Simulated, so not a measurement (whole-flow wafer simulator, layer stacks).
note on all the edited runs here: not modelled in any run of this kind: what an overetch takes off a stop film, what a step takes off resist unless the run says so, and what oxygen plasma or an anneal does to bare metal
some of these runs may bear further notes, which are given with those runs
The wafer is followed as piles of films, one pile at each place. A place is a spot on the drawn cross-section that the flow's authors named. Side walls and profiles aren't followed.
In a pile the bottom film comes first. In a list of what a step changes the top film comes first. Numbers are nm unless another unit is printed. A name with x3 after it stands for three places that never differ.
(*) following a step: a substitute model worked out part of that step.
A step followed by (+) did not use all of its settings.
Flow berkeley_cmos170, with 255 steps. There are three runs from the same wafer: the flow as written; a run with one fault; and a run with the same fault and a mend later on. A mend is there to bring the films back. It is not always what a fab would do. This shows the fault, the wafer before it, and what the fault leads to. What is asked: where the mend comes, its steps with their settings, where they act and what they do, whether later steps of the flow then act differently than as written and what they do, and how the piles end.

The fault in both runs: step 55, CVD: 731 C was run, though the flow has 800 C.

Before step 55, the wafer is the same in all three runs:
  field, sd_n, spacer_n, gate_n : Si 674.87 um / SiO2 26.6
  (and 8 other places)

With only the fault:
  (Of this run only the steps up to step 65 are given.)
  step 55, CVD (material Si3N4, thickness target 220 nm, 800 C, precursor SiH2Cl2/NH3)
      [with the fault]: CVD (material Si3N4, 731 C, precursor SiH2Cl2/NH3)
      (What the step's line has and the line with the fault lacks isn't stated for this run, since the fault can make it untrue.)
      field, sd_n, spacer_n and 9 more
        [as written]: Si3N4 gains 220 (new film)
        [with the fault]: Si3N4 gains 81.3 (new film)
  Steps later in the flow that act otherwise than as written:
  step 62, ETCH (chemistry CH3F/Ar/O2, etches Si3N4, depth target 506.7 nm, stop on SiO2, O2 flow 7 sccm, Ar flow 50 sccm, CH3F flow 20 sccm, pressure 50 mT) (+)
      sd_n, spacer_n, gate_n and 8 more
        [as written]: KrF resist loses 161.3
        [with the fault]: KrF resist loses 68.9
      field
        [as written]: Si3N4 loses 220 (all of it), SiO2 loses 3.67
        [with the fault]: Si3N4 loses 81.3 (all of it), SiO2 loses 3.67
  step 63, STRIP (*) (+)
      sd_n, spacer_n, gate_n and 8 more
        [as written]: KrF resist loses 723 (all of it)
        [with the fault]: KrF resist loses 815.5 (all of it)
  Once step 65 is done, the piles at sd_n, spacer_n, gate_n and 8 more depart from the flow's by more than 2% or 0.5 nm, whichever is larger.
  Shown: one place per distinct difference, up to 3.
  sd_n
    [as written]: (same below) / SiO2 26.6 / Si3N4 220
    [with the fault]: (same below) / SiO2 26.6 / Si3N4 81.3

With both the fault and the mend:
  The mend stands after step 55.
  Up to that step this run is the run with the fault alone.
  step 55a, CVD (material Si3N4, thickness target 139 nm, 800 C, precursor SiH2Cl2/NH3) (a further turn of the flow's step 55, with different settings)
      field, sd_n, spacer_n and 9 more
        Si3N4 gains 139
  Every later step of the flow that is run acts as written, at every place that is followed, to within 2% or 0.5 nm, whichever is larger.
  When the end is reached, the piles differ only a little from the flow's at the places that both follow, at most by 2% or 0.5 nm, whichever is larger.
